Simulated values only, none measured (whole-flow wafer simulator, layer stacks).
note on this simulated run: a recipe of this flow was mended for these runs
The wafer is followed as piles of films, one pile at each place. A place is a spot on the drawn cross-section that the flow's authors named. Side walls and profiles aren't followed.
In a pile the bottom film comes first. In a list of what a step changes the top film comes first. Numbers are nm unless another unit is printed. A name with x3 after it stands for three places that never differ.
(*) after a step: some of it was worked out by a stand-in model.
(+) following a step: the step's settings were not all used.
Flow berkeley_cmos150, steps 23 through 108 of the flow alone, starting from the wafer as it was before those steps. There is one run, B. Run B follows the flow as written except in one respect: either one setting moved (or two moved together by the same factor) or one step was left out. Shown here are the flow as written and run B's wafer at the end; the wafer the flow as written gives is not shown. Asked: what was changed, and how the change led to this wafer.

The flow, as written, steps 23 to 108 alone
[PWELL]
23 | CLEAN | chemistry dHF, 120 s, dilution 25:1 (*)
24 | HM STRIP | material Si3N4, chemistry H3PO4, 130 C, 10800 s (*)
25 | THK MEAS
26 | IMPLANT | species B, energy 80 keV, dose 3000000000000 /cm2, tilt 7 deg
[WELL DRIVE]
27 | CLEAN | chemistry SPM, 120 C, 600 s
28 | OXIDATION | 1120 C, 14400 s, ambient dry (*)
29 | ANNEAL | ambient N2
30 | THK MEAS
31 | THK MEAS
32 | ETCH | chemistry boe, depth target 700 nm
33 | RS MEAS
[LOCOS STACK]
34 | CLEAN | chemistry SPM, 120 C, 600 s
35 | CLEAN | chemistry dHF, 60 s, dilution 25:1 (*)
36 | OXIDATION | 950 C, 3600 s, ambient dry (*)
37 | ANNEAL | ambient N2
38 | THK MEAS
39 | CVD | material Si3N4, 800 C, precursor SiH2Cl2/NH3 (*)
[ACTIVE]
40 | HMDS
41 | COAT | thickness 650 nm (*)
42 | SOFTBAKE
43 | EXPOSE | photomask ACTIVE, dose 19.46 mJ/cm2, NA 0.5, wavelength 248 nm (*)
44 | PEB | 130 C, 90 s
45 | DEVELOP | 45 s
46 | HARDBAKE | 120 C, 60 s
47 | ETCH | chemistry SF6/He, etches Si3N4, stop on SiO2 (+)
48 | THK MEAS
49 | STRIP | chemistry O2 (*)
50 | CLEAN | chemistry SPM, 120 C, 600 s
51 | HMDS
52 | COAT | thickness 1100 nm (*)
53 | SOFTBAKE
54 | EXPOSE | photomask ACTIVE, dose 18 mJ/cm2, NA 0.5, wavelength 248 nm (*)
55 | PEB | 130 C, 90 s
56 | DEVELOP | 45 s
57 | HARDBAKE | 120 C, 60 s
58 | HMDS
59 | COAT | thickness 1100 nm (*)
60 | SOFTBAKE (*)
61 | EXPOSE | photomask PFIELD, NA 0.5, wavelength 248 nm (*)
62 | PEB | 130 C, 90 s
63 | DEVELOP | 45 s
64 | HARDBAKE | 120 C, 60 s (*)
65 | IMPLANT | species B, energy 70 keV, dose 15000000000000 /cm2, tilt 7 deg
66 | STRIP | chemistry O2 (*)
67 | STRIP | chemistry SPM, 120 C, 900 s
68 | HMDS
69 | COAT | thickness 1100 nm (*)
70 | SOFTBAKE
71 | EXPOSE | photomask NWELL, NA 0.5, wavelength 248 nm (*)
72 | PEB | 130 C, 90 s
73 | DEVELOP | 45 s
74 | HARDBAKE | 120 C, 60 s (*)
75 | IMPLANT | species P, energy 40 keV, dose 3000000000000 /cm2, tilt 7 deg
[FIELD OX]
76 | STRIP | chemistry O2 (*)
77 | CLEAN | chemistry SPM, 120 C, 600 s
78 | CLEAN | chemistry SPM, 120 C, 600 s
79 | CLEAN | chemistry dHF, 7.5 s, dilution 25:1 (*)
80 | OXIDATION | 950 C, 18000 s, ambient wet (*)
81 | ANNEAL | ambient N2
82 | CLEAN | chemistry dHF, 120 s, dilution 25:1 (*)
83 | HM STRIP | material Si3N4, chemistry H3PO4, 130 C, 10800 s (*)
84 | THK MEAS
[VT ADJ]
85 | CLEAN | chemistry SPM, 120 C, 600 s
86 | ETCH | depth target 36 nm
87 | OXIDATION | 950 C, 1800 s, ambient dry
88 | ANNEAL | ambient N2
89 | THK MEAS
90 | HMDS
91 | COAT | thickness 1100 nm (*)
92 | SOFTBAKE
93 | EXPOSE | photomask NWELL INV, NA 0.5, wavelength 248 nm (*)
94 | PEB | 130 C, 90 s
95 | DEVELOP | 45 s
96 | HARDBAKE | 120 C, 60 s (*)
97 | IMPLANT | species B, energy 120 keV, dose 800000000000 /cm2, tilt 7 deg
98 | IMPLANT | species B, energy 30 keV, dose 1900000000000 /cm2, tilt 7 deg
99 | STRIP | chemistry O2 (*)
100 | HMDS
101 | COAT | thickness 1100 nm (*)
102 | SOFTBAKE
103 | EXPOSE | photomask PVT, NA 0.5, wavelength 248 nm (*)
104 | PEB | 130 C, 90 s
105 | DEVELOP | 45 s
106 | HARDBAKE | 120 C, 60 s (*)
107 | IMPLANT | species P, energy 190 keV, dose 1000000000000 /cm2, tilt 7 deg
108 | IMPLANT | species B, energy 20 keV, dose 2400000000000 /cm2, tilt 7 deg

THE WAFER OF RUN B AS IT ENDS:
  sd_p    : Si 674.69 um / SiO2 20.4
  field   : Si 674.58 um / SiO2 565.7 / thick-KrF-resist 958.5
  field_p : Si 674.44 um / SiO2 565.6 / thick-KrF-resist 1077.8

What caused this: step 24, HM STRIP: 188 C was run, whereas the flow has 130 C.

How this came from the change, step by step:
  24 | HM STRIP | material Si3N4, chemistry H3PO4, 130 C, 10800 s (*)
      field, sd_n, gate_n, contact, m1: chemical SiO2 gains 0.5 (new film), Si3N4 loses 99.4 (all of it), SiO2 loses 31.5 (all of it), Si loses 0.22 (as written it would have been: Si3N4 loses 99.4 (all of it), SiO2 loses 1.87)
      field_p, sd_p, gate_p: SiO2 loses 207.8 (as written it would have been: SiO2 loses 2.72)
  28 | OXIDATION | 1120 C, 14400 s, ambient dry (*)
      field, sd_n, gate_n, contact, m1: SiO2 gains 287.5 (new film), chemical SiO2 loses 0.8 (all of it), Si loses 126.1 (as written it would have been: SiO2 gains 261.5, Si loses 115.1)
      field_p, sd_p, gate_p: SiO2 gains 151.5, Si loses 66.7 (as written it would have been: SiO2 gains 103.6, Si loses 45.6)
  32 | ETCH | chemistry boe, depth target 700 nm
      field_p, sd_p, gate_p: SiO2 loses 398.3 (all of it) (as written it would have been: SiO2 loses 555.5 (all of it))
